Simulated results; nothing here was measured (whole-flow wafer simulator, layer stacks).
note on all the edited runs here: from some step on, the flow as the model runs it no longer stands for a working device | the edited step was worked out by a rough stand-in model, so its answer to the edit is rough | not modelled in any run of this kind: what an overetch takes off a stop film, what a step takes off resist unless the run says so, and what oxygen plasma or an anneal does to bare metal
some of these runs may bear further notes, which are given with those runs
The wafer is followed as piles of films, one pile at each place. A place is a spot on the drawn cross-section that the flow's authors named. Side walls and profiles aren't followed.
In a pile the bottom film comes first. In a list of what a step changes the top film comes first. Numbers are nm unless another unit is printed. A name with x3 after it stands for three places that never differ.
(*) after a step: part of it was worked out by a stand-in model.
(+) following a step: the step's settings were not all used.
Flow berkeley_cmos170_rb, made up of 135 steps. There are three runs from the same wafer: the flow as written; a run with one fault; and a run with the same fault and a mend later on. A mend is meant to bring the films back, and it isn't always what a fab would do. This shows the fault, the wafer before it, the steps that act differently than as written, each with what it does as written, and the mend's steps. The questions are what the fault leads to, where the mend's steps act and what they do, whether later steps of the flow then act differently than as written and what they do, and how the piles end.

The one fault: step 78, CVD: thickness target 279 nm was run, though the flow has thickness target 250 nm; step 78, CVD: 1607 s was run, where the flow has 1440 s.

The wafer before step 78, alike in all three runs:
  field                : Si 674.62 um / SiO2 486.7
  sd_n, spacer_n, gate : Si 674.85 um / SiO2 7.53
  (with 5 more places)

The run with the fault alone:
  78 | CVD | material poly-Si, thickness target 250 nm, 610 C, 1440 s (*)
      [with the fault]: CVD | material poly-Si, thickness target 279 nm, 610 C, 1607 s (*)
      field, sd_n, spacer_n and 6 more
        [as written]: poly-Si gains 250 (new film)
        [with the fault]: poly-Si gains 279 (new film)
  Later steps of the flow acting differently than as written (not shown: 9 more steps that differ only slightly, by at most 2% or 0.5 nm, whichever is larger):
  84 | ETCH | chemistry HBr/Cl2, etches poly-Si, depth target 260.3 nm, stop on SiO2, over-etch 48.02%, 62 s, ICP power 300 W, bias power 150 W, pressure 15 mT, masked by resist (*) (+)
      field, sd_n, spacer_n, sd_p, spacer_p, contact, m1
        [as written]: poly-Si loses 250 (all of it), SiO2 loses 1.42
        [with the fault]: poly-Si loses 279 (all of it), SiO2 loses 0.53
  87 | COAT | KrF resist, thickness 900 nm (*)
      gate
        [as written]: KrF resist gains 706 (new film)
        [with the fault]: KrF resist gains 684.5 (new film)
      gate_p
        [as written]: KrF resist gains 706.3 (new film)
        [with the fault]: KrF resist gains 684.9 (new film)
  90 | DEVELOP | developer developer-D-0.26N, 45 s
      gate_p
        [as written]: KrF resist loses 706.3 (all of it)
        [with the fault]: KrF resist loses 684.9 (all of it)
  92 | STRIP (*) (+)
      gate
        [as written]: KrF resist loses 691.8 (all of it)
        [with the fault]: KrF resist loses 670.3 (all of it)
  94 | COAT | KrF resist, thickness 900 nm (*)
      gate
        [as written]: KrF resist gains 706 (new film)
        [with the fault]: KrF resist gains 684.5 (new film)
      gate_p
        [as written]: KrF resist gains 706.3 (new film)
        [with the fault]: KrF resist gains 684.9 (new film)
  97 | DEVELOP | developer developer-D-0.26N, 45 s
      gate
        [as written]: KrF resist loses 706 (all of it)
        [with the fault]: KrF resist loses 684.5 (all of it)
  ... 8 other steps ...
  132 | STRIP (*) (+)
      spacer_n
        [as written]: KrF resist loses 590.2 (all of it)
        [with the fault]: KrF resist loses 576.9 (all of it)
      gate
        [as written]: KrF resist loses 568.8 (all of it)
        [with the fault]: KrF resist loses 557.4 (all of it)
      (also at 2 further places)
  At spacer_n, gate, spacer_p, gate_p, the piles at the end differ from the flow's by more than 2% or 0.5 nm, whichever is larger.
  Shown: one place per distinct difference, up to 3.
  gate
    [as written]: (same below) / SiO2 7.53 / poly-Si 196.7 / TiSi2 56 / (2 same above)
    [with the fault]: (same below) / SiO2 7.53 / poly-Si 225.7 / TiSi2 56 / (2 same above)
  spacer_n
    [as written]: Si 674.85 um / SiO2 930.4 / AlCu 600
    [with the fault]: Si 674.85 um / SiO2 959.4 / AlCu 600
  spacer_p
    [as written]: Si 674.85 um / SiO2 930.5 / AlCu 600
    [with the fault]: Si 674.85 um / SiO2 959.5 / AlCu 600

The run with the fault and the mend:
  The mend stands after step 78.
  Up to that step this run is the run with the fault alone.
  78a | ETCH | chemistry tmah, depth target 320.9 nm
      field, sd_n, spacer_n and 6 more
        poly-Si loses 279 (all of it)
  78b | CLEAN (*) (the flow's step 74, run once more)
      alters no film at any place that is followed
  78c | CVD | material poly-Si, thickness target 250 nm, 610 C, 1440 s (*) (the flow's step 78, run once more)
      field, sd_n, spacer_n and 6 more
        poly-Si gains 250 (new film)
  None of the later steps of the flow acts differently than as written at any place that is followed.
  At every place that both follow, the piles at the end match the flow's.
